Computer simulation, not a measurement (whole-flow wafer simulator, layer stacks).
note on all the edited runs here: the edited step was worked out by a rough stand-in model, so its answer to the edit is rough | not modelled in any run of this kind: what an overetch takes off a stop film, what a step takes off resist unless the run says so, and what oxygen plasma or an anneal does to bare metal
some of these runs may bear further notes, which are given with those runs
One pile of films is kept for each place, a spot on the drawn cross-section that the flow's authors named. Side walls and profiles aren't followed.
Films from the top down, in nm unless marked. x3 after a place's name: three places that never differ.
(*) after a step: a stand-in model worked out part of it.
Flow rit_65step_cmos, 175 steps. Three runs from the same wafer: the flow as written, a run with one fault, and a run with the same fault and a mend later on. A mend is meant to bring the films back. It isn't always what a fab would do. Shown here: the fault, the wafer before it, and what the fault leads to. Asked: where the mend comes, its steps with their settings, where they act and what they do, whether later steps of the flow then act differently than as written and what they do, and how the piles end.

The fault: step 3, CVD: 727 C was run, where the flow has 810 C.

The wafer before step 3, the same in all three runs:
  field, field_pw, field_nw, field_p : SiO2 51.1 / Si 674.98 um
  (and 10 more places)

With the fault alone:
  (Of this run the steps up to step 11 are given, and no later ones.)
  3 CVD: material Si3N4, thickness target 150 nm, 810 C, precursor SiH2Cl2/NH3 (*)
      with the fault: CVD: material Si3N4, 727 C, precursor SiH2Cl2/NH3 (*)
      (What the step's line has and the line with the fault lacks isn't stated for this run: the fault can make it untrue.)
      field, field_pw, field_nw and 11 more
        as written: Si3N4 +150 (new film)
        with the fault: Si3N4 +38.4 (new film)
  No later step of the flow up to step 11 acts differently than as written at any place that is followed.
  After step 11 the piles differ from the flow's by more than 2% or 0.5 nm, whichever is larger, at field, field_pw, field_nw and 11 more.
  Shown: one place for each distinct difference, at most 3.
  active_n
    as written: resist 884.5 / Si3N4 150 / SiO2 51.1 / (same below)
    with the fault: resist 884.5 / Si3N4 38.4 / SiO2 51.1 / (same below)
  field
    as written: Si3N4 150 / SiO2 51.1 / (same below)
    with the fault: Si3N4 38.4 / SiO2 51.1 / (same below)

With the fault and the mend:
  The mend comes after step 4.
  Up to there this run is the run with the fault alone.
  4a CVD: material Si3N4, thickness target 112 nm, 810 C, precursor SiH2Cl2/NH3 (*) (the flow's step 3 once more, with other settings)
      field, field_pw, field_nw and 11 more
        Si3N4 +112
  No later step of the flow acts differently than as written, at any place that is followed, by more than 2% or 0.5 nm, whichever is larger.
  At the end the piles are the same as the flow's at every place that both follow.
